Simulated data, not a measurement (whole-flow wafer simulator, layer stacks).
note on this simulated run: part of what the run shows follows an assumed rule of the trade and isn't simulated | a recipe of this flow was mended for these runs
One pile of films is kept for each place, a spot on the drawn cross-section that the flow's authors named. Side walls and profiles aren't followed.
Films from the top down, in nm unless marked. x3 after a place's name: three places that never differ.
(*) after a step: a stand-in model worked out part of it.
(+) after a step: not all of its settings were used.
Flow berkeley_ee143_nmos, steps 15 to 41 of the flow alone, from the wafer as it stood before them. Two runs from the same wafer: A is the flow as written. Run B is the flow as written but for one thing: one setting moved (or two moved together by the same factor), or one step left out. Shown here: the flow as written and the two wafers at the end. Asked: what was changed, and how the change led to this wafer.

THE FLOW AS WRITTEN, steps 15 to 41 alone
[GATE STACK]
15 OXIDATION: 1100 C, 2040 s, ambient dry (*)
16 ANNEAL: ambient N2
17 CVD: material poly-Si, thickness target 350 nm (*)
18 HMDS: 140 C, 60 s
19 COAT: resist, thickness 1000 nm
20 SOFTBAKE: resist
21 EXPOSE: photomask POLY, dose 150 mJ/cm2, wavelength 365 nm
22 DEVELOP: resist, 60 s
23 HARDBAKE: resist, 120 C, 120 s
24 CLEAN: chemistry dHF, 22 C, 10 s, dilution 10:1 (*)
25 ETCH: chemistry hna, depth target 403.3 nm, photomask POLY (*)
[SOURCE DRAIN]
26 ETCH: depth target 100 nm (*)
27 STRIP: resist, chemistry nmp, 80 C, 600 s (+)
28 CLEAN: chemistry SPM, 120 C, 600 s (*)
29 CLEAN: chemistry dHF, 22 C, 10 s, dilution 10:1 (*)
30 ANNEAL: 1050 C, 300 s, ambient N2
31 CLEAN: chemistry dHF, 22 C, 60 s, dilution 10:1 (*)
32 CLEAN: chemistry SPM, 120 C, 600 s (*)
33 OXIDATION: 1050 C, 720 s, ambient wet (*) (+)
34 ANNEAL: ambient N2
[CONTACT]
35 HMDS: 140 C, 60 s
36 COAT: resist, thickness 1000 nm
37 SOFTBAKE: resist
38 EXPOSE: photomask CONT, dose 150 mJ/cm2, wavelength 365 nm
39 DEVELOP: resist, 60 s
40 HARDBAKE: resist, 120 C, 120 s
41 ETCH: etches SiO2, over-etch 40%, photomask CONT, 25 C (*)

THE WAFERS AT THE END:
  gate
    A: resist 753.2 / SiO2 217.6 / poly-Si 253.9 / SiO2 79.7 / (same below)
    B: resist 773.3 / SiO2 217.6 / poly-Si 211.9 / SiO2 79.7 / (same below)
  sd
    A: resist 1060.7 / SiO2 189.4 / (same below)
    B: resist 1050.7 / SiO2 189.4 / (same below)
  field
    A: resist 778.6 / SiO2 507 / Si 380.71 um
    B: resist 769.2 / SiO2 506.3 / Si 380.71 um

The cause: step 17, CVD: thickness target 308 nm was run, where the flow has thickness target 350 nm.

How the change led to this, step by step:
  17 CVD: material poly-Si, thickness target 350 nm (*)
      gate, sd, contact, field: A poly-Si +350 (new film) | B poly-Si +308 (new film)
  25 ETCH: chemistry hna, depth target 403.3 nm, photomask POLY (*)
      sd, contact, field: A poly-Si -350 (all of it), SiO2 -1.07 | B poly-Si -308 (all of it), SiO2 -1.91
  36 COAT: resist, thickness 1000 nm
      gate: A resist +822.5 (new film) | B resist +844.6 (new film)
  40 HARDBAKE: resist, 120 C, 120 s
      gate: A resist -69 | B resist -70.9
